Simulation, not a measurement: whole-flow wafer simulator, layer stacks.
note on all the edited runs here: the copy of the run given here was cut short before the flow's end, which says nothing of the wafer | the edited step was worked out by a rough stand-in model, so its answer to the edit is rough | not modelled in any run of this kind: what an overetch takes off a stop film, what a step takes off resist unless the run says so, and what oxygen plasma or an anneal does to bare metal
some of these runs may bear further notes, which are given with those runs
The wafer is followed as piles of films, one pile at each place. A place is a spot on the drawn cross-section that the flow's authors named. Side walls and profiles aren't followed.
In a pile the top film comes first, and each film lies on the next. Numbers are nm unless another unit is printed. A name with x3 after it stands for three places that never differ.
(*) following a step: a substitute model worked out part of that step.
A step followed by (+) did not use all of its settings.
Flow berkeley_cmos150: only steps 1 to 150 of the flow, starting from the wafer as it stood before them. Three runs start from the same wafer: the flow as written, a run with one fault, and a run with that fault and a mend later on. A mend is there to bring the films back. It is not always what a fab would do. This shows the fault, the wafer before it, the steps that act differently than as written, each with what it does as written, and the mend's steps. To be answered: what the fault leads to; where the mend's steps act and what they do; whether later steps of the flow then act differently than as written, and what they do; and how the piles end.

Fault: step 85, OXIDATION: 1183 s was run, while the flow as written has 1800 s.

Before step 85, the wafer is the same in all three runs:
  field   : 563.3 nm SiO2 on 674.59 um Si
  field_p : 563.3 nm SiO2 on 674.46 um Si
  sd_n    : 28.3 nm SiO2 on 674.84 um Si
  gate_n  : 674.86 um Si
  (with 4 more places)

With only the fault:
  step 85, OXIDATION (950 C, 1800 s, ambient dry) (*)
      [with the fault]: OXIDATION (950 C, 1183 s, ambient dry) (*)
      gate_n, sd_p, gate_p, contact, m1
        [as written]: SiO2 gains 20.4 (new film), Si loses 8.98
        [with the fault]: SiO2 gains 15.8 (new film), Si loses 6.95
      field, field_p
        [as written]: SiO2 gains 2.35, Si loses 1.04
        [with the fault]: SiO2 gains 1.55, Si loses 0.68
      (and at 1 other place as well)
  Later steps of the flow acting differently than as written (not shown: 21 more steps that differ only slightly, by at most 2% or 0.5 nm, whichever is larger):
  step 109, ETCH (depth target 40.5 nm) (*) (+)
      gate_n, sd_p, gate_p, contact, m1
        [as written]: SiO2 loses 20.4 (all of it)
        [with the fault]: SiO2 loses 15.8 (all of it)
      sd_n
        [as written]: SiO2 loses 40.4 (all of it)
        [with the fault]: SiO2 loses 36.8 (all of it)
  At the end the piles are close to the flow's at the places that both follow, differing by at most 2% or 0.5 nm, whichever is larger.

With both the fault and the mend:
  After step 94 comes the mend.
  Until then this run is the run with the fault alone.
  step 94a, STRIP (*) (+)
      field_p
        KrF resist loses 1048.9 (all of it)
      sd_p
        KrF resist loses 1274.6 (all of it)
      gate_p
        KrF resist loses 1249.2 (all of it)
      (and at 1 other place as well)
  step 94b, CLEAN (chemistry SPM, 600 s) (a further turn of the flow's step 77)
      alters no film at any place that is followed
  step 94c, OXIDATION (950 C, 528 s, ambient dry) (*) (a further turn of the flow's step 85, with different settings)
      gate_n, sd_p, gate_p, contact, m1
        SiO2 gains 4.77, Si loses 2.1
      field, field_p
        SiO2 gains 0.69, Si loses 0.3
      sd_n
        SiO2 gains 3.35, Si loses 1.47
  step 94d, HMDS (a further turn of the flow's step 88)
      alters no film at any place that is followed
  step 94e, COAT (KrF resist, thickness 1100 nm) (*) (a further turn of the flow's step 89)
      field
        KrF resist gains 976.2 (new film)
      field_p
        KrF resist gains 1087.8 (new film)
      sd_n
        KrF resist gains 1243.1 (new film)
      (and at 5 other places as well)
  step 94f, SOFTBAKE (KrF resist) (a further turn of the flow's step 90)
      alters no film at any place that is followed
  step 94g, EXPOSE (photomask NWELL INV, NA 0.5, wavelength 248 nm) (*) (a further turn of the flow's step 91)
      alters no film at any place that is followed
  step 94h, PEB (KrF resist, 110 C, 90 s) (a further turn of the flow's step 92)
      field
        KrF resist loses 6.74
      field_p
        KrF resist loses 7.53
      sd_n
        KrF resist loses 8.63
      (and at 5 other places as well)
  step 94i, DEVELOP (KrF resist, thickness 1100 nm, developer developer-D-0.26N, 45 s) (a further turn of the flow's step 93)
      field_p, sd_p, gate_p, m1
        KrF resist loses 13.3
      field
        KrF resist loses 969.5 (all of it)
      sd_n
        KrF resist loses 1234.4 (all of it)
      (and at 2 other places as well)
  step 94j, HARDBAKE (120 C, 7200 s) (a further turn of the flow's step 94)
      field_p
        KrF resist loses 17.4
      sd_p
        KrF resist loses 21.4
      gate_p
        KrF resist loses 20.9
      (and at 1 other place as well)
  Later steps of the flow that are run all act as written at every place that is followed, up to a difference of at most 2% or 0.5 nm, whichever is larger.
  At the end the piles are close to the flow's at the places that both follow, differing by at most 2% or 0.5 nm, whichever is larger.
